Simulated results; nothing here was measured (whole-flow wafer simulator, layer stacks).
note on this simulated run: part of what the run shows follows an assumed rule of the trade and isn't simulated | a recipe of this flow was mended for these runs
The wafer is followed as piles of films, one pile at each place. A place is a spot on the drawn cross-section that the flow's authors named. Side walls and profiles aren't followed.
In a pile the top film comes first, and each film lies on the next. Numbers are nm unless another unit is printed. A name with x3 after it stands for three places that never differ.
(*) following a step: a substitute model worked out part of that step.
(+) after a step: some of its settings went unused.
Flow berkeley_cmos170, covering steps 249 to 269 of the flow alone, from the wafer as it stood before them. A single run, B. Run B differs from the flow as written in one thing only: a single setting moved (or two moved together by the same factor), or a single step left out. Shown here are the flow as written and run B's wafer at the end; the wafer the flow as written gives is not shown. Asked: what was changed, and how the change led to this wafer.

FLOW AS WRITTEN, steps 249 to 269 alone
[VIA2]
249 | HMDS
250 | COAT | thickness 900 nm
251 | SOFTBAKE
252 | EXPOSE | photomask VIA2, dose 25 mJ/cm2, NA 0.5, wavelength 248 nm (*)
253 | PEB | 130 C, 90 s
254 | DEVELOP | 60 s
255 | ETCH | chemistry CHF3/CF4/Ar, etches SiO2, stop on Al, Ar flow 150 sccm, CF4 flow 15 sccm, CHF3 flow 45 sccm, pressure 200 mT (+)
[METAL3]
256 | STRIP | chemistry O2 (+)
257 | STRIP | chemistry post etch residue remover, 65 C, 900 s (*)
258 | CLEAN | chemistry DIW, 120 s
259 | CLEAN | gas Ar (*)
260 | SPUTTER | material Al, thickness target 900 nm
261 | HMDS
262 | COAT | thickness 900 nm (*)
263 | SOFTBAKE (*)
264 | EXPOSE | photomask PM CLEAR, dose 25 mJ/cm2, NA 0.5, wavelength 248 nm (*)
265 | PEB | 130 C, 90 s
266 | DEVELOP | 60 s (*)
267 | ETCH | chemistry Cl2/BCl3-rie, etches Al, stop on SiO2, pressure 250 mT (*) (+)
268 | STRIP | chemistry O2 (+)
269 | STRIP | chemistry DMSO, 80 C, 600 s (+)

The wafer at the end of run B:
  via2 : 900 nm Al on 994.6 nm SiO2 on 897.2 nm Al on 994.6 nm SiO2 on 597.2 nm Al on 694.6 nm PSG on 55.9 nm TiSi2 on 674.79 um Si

The reason: step 255, ETCH: chemistry CHF3/CF4/Ar, etches SiO2, stop on Al, Ar flow 150 sccm, CF4 flow 15 sccm, CHF3 flow 45 sccm, pressure 200 mT (+), was omitted.

How this came from the change, step by step:
  256 | STRIP | chemistry O2 (+)
      field, mark, sd_n and 9 more: -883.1 KrF-resist (all of it) (it would be, as written: -607.6 KrF-resist (all of it))
  257 | STRIP | chemistry post etch residue remover, 65 C, 900 s (*)
      via2: nothing (it would be, as written: -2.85 Al)
  259 | CLEAN | gas Ar (*)
      via2: -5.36 SiO2 (it would be, as written: -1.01 Al)
  260 | SPUTTER | material Al, thickness target 900 nm
      via2: +900 Al (new film) (it would be, as written: +259.4 Al)
  262 | COAT | thickness 900 nm (*)
      m1: +900 KrF-resist (new film) (it would be, as written: +862.2 KrF-resist (new film))
      m2: +900 KrF-resist (new film) (it would be, as written: +821.4 KrF-resist (new film))
      (also at 1 further place)
  265 | PEB | 130 C, 90 s
      via2: -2 KrF-resist (it would be, as written: -7.55 KrF-resist)
  268 | STRIP | chemistry O2 (+)
      m1: -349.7 KrF-resist (all of it) (it would be, as written: -312 KrF-resist (all of it))
      via1: -349.7 KrF-resist (all of it) (it would be, as written: -335.1 KrF-resist (all of it))
      (also at 2 further places)
With metal films that touch counted as one body, via2 has 3 bodies (between them, from the top down: SiO2 994.6; SiO2 994.6); the flow as written gives 2 bodies (between them, from the top down: SiO2 994.6).
